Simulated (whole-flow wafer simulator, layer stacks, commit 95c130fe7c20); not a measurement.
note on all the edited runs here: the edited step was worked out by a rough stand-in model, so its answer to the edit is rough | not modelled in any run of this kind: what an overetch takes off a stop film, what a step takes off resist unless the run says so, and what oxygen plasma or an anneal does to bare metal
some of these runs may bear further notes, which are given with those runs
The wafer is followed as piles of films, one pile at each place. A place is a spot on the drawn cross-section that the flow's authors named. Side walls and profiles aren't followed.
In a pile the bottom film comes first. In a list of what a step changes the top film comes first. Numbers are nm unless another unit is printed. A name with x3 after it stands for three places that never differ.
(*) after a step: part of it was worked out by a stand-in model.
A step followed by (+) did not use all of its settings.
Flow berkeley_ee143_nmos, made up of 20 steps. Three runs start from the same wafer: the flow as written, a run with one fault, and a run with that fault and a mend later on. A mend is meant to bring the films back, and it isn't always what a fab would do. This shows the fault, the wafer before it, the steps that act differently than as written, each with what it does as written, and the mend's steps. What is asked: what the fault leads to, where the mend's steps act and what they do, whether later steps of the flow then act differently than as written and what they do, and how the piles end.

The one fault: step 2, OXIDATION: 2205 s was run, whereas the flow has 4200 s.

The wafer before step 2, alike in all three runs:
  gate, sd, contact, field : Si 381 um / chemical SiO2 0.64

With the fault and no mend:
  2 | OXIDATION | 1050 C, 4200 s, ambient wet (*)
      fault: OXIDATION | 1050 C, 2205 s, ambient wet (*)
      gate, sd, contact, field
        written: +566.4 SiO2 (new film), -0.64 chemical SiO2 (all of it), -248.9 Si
        fault: +382.7 SiO2 (new film), -0.64 chemical SiO2 (all of it), -168.1 Si
  Steps later in the flow that act otherwise than as written:
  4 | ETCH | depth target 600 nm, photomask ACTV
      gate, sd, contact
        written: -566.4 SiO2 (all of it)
        fault: -382.7 SiO2 (all of it)
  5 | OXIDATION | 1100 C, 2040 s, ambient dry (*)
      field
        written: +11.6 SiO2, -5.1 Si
        fault: +16.1 SiO2, -7.08 Si
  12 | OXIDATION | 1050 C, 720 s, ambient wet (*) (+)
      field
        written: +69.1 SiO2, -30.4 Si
        fault: +92.6 SiO2, -40.8 Si
  The piles end different from the flow's at field by more than 2% or 0.5 nm, whichever is larger.
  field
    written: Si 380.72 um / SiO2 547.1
    fault: Si 380.78 um / SiO2 391.4

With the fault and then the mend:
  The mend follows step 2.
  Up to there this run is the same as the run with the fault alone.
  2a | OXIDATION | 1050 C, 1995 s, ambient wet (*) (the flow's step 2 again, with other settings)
      gate, sd, contact, field
        +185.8 SiO2, -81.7 Si
  Later steps of the flow that are run all act as written at every place that is followed, up to a difference of at most 2% or 0.5 nm, whichever is larger.
  When the end is reached, the piles differ only a little from the flow's at the places that both follow, at most by 2% or 0.5 nm, whichever is larger.
